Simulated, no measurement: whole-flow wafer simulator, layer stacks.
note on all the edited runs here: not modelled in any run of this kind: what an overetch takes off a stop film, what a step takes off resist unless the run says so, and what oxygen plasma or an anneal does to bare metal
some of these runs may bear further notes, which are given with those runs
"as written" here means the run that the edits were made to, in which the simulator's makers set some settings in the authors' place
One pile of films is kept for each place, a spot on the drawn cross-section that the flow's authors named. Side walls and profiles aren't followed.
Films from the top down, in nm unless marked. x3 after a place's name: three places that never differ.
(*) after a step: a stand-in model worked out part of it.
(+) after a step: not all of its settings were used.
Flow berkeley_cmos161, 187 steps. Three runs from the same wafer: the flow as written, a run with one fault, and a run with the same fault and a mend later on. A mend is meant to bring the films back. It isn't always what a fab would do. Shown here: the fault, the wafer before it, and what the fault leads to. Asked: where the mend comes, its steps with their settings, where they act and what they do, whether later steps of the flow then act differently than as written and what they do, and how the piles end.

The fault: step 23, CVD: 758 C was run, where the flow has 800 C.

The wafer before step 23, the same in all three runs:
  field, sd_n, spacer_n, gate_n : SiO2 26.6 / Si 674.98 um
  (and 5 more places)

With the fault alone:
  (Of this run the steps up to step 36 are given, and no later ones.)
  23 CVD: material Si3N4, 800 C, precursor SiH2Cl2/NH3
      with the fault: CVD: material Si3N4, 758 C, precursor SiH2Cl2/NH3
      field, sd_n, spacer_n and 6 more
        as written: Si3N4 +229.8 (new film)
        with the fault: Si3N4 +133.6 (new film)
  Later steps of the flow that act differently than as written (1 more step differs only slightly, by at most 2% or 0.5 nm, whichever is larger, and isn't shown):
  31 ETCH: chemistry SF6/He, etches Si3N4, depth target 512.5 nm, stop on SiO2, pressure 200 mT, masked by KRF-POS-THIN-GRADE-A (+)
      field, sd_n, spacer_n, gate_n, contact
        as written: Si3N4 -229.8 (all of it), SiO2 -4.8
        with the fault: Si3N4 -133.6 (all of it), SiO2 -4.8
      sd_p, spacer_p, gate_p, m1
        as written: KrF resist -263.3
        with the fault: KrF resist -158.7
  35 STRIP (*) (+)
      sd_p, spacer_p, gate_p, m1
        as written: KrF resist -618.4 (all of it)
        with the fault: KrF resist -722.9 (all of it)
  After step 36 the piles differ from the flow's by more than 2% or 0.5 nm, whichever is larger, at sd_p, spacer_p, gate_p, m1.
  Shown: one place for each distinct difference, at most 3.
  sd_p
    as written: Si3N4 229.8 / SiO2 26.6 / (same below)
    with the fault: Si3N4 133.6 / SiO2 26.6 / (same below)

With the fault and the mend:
  The mend comes after step 23.
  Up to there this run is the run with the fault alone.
  23a CVD: material Si3N4, 800 C, precursor SiH2Cl2/NH3 (the flow's step 23 once more, with other settings that aren't printed)
      field, sd_n, spacer_n and 6 more
        Si3N4 +96.2
  No later step of the flow acts differently than as written, at any place that is followed, by more than 2% or 0.5 nm, whichever is larger.
  At the end the piles are the same as the flow's at every place that both follow.
